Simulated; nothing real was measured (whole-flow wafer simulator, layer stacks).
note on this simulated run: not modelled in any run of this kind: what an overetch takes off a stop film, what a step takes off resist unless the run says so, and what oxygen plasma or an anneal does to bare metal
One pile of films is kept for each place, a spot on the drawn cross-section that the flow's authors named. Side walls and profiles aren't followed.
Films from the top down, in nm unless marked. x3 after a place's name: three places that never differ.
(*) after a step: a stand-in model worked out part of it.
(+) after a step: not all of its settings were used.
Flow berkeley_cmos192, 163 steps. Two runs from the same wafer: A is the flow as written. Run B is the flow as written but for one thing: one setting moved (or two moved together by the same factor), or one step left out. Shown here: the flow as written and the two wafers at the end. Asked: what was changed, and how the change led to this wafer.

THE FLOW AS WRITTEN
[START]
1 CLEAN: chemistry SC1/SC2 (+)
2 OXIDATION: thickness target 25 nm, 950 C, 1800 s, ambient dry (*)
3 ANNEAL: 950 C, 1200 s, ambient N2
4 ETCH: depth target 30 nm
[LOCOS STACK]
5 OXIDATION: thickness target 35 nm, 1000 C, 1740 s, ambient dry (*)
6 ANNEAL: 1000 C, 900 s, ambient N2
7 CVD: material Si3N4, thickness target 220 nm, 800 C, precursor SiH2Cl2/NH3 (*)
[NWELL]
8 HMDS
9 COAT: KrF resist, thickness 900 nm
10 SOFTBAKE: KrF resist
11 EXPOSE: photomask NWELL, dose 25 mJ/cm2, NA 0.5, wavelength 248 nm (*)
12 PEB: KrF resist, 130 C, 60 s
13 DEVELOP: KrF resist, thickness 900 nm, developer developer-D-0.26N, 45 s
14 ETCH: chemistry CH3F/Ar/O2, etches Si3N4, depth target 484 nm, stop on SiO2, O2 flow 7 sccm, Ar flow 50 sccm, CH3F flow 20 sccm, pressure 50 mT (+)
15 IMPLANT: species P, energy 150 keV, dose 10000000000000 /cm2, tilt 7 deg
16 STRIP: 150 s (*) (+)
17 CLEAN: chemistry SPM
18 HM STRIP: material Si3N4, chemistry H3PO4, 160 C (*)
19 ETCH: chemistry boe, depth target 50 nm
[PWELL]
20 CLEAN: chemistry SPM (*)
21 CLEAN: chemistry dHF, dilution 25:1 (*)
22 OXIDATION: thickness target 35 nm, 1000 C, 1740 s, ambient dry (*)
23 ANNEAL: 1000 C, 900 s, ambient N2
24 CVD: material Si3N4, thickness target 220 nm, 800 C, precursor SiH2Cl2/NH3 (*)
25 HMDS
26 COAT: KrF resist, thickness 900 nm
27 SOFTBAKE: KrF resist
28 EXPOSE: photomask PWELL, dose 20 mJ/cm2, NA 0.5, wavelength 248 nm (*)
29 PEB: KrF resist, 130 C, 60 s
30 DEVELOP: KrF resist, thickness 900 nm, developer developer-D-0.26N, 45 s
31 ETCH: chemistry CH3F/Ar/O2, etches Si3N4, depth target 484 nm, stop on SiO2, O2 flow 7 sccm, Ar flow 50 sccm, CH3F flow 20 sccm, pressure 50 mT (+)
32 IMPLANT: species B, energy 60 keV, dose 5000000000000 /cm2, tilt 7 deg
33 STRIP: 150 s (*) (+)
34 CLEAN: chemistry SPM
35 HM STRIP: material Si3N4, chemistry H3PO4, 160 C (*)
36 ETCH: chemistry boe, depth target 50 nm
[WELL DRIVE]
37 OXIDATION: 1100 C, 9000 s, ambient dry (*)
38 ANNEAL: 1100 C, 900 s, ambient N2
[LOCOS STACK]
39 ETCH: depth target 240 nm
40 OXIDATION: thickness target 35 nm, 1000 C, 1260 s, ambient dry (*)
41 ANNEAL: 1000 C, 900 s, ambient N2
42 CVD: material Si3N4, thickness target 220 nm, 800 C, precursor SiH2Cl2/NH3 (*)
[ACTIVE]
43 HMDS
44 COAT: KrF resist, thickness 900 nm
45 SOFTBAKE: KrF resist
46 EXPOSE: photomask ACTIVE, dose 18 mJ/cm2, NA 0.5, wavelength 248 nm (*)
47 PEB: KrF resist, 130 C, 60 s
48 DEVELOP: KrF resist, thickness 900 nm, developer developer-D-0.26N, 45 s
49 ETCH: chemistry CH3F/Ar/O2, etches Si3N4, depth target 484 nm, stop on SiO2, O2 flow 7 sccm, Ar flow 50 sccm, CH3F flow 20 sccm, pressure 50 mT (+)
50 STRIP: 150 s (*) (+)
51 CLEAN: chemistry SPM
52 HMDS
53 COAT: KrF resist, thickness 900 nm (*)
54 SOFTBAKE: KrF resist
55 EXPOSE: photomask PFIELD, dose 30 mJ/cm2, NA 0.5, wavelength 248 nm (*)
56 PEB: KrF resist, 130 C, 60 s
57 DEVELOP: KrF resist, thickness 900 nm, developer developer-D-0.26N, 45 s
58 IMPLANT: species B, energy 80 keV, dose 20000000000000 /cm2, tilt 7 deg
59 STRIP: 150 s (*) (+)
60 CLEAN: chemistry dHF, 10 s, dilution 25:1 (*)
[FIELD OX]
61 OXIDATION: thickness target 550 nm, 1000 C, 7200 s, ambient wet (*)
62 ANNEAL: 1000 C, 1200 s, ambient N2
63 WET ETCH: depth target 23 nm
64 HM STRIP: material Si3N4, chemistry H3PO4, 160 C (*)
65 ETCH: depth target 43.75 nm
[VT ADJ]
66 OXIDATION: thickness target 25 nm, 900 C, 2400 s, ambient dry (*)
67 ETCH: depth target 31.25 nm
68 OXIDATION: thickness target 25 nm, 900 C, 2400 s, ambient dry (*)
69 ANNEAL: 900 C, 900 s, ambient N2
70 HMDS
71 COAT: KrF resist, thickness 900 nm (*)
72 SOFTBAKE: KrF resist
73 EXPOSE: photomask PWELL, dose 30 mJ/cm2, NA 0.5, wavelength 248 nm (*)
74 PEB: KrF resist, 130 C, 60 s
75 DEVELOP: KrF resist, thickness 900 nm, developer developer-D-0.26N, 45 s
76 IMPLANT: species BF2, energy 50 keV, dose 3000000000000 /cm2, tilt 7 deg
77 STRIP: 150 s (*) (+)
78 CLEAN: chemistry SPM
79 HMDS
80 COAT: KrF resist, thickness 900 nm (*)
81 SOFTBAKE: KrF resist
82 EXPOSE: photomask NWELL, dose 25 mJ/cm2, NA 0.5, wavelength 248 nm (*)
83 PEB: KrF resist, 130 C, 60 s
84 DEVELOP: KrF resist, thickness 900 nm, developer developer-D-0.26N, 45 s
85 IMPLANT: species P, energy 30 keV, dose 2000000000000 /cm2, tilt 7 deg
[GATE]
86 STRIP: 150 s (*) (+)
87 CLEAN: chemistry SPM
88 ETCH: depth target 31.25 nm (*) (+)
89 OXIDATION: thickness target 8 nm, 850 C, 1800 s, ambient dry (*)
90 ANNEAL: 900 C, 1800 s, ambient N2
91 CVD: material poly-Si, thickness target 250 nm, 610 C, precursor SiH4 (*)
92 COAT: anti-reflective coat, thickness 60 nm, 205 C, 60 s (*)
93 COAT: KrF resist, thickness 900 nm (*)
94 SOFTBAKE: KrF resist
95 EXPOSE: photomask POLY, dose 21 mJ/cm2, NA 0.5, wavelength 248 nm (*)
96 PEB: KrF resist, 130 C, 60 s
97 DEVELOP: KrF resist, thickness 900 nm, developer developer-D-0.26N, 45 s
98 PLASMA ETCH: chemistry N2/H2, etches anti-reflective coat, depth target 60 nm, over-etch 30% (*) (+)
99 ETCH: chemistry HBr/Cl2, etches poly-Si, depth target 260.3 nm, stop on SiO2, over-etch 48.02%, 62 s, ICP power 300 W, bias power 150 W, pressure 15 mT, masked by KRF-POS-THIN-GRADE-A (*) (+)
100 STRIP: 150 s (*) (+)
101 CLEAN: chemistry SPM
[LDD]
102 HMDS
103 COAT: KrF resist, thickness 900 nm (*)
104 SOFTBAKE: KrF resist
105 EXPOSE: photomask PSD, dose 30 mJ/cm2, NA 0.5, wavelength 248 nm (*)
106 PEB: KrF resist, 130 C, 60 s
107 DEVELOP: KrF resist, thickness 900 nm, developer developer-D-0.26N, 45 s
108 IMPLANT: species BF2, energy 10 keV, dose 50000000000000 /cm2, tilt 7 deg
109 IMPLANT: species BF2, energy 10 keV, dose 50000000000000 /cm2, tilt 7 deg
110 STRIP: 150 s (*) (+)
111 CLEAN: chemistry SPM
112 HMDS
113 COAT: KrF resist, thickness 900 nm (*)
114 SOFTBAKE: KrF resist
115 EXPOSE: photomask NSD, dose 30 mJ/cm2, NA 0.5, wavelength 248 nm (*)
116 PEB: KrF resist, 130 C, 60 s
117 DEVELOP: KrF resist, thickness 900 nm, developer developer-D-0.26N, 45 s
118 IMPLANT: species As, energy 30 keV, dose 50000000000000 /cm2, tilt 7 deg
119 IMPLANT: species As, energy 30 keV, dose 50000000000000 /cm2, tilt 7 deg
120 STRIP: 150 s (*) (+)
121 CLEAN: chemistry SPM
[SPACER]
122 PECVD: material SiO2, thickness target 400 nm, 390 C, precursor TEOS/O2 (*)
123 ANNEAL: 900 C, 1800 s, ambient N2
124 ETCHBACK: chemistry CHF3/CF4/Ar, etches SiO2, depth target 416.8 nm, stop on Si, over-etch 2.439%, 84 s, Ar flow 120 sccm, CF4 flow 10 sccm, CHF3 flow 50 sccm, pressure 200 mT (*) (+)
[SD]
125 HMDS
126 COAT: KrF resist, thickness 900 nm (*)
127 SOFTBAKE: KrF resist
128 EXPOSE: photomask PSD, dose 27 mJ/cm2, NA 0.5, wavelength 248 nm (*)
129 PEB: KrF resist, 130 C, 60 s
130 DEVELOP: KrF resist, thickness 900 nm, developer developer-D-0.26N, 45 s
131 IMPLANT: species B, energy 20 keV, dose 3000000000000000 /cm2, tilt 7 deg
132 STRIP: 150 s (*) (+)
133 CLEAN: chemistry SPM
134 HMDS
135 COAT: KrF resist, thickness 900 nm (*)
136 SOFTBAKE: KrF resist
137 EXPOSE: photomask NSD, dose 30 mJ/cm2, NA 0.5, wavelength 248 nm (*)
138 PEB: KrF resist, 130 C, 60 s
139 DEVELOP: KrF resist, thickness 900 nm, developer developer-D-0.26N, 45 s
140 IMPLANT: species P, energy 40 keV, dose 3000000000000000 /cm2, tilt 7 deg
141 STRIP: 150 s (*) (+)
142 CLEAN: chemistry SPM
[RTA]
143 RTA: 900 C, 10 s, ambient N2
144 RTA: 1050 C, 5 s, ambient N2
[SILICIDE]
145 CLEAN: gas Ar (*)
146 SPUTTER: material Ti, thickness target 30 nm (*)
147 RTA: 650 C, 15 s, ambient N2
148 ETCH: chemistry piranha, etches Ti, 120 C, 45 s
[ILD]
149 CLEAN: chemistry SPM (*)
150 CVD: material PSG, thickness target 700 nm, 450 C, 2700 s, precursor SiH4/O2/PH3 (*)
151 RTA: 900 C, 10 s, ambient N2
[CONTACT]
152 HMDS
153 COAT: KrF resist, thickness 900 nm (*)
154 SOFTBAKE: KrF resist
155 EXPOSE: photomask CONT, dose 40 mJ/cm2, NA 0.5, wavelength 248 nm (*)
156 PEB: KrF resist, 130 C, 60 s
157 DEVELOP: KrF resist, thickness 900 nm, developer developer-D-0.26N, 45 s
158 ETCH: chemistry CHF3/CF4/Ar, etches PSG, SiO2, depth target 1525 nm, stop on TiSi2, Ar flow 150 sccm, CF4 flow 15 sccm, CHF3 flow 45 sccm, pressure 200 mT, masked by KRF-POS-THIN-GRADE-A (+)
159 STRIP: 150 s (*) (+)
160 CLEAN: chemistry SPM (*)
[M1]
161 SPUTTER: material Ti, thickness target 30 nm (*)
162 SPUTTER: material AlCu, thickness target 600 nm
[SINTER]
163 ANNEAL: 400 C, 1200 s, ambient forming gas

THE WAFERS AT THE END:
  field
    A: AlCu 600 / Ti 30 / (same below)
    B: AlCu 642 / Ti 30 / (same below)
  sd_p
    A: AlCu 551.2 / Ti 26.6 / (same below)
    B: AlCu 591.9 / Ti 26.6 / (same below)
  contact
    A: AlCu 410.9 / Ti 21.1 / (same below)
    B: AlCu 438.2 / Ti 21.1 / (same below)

The cause: step 162, SPUTTER: thickness target 642 nm was run, where the flow has thickness target 600 nm.
It can be read off the wafer: field has AlCu 642, and step 162 as written asks for 600 nm.

How the change led to this, step by step:
  162 SPUTTER: material AlCu, thickness target 600 nm
      field, sd_n, spacer_n, gate, spacer_p, gate_p, m1: A AlCu +600 (new film) | B AlCu +642 (new film)
      sd_p: A AlCu +551.2 (new film) | B AlCu +591.9 (new film)
      (and at 1 more place)
